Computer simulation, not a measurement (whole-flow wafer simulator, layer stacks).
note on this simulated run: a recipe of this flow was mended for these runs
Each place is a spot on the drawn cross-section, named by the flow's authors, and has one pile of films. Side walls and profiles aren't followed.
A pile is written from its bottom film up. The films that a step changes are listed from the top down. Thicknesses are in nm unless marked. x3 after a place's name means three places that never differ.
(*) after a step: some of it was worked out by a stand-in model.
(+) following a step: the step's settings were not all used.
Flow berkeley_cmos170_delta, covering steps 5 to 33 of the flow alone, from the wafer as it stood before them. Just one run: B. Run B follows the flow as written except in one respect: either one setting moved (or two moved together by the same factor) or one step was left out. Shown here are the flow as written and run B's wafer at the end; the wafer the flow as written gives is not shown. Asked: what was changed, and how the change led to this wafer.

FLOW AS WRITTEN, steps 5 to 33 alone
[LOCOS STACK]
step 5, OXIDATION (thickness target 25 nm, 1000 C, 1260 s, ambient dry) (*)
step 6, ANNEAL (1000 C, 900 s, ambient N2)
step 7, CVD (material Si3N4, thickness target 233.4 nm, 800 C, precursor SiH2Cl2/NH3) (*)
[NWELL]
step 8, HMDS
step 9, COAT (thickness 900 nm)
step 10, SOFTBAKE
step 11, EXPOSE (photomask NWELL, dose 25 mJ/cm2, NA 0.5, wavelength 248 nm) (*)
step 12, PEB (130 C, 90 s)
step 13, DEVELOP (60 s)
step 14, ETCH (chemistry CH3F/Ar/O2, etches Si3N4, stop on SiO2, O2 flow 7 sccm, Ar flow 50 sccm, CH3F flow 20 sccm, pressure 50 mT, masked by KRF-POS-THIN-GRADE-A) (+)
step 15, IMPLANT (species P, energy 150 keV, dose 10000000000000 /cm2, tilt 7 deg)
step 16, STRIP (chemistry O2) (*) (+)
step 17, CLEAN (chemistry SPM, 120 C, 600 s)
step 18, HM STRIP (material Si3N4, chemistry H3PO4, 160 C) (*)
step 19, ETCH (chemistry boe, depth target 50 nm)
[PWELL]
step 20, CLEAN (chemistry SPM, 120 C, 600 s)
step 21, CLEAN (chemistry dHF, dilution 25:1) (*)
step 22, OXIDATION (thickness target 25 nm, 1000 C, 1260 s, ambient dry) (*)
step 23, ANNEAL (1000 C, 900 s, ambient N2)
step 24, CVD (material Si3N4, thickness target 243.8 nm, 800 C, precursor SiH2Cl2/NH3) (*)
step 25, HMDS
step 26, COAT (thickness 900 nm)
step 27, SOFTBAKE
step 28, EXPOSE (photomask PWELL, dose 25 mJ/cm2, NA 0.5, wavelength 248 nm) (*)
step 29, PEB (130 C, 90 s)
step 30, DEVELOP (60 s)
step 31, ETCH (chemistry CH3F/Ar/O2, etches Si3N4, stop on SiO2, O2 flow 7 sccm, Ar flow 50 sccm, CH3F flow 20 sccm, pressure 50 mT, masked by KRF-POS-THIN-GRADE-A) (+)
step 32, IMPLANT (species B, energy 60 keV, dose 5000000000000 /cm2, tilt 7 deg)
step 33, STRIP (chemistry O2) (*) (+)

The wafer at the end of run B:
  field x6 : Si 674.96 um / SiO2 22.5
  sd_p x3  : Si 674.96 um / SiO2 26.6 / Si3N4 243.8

Cause: step 5, OXIDATION: thickness target 75 nm was run, whereas the flow has thickness target 25 nm; step 5, OXIDATION: 3780 s was run, where the flow has 1260 s.

How this came from the change, step by step:
  step 5, OXIDATION (thickness target 25 nm, 1000 C, 1260 s, ambient dry) (*)
      field x6, sd_p x3: SiO2 gains 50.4 (new film), Si loses 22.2 (in the flow as written it would be: SiO2 gains 26.6 (new film), Si loses 11.7)
  step 19, ETCH (chemistry boe, depth target 50 nm)
      field x6: SiO2 loses 43.1 (all of it) (in the flow as written it would be: SiO2 loses 19.3 (all of it))
      sd_p x3: SiO2 loses 31.7 (all of it) (in the flow as written it would be: SiO2 loses 7.83 (all of it))
